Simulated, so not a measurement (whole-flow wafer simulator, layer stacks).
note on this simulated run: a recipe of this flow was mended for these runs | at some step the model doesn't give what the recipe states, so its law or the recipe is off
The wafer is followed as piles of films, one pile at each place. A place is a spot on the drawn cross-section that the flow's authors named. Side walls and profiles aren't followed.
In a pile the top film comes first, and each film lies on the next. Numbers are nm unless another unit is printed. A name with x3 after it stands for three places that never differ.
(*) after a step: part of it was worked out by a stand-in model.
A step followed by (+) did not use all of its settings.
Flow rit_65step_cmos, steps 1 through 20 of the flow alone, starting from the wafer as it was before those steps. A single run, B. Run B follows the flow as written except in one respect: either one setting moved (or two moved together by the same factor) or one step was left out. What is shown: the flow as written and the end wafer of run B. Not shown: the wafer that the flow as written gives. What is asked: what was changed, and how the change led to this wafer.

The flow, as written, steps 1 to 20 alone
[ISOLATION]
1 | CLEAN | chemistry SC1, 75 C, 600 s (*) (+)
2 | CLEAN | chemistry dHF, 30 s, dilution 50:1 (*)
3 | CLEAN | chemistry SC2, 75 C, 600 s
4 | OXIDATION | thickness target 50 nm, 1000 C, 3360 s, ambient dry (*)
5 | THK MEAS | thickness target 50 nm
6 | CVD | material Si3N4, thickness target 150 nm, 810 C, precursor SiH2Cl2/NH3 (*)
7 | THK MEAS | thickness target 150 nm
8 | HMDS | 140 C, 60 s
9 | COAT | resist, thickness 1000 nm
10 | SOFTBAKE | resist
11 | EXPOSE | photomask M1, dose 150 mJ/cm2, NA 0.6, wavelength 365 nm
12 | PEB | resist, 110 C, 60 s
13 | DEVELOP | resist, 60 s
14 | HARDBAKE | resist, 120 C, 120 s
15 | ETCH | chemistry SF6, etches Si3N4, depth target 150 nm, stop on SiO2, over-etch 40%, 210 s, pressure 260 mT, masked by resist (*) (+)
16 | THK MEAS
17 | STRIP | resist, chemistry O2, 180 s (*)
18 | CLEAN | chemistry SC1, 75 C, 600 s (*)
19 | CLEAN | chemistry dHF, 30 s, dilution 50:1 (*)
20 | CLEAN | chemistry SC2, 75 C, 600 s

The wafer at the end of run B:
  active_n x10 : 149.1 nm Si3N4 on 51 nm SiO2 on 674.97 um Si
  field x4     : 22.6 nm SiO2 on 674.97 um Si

The reason: step 18, CLEAN: 758 s was run, though the flow has 600 s.

How this came from the change, step by step:
  18 | CLEAN | chemistry SC1, 75 C, 600 s (*)
      field x4: -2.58 SiO2 (in the flow as written it would be: -2.05 SiO2)
